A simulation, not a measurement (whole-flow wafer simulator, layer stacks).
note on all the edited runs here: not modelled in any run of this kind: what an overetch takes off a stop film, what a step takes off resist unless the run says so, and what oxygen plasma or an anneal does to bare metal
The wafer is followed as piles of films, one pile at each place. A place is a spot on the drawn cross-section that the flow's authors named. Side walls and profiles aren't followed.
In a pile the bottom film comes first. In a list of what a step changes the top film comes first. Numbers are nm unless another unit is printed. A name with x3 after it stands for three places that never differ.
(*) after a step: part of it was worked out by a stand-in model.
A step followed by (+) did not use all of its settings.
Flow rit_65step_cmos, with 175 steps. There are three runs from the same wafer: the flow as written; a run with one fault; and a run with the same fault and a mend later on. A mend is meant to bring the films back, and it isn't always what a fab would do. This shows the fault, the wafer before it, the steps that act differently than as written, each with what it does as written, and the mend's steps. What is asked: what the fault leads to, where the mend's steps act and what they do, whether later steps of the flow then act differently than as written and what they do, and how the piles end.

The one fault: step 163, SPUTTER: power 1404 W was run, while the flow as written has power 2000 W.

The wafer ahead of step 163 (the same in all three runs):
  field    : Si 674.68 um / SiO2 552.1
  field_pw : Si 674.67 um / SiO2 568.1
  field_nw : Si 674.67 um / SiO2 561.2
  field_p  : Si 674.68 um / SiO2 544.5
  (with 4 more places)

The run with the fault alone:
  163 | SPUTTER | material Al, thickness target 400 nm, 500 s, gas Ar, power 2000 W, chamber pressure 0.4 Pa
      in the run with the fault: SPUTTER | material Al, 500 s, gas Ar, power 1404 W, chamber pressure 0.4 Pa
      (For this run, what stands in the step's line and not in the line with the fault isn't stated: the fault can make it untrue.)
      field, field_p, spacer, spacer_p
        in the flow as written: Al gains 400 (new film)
        in the run with the fault: Al gains 280.8 (new film)
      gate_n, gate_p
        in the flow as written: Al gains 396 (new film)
        in the run with the fault: Al gains 280.8 (new film)
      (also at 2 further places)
  Steps further on in the flow that do not act as written (3 other steps are not shown; they differ only slightly, by no more than 2% or 0.5 nm, whichever is larger):
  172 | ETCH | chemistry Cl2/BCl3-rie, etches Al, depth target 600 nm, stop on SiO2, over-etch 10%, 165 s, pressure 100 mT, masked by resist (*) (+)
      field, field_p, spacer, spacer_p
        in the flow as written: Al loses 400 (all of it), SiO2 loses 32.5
        in the run with the fault: Al loses 280.8 (all of it), SiO2 loses 47.4
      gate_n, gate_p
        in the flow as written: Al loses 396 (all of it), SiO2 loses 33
        in the run with the fault: Al loses 280.8 (all of it), SiO2 loses 47.4
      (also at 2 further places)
  At field, field_pw, field_nw, field_p, gate_n, gate_p, spacer, spacer_p, the piles at the end differ from the flow's by more than 2% or 0.5 nm, whichever is larger.
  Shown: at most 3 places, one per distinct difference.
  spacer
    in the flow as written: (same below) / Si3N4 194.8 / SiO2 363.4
    in the run with the fault: (same below) / Si3N4 194.8 / SiO2 348.5
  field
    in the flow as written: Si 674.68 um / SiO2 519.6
    in the run with the fault: Si 674.68 um / SiO2 504.7
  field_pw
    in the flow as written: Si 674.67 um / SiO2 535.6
    in the run with the fault: Si 674.67 um / SiO2 520.7

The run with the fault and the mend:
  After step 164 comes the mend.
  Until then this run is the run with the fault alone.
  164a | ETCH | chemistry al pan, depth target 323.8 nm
      field, field_p, gate_n, gate_p, spacer, spacer_p
        Al loses 280.8 (all of it)
      field_pw, field_nw
        Al loses 280.6 (all of it)
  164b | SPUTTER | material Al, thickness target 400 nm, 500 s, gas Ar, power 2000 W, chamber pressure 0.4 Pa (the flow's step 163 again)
      field, field_pw, field_p, spacer, spacer_p
        Al gains 400 (new film)
      gate_n, gate_p
        Al gains 396 (new film)
      field_nw
        Al gains 397.2 (new film)
  Later steps of the flow that are run all act as written at every place that is followed.
  At every place that both follow, the piles at the end match the flow's.
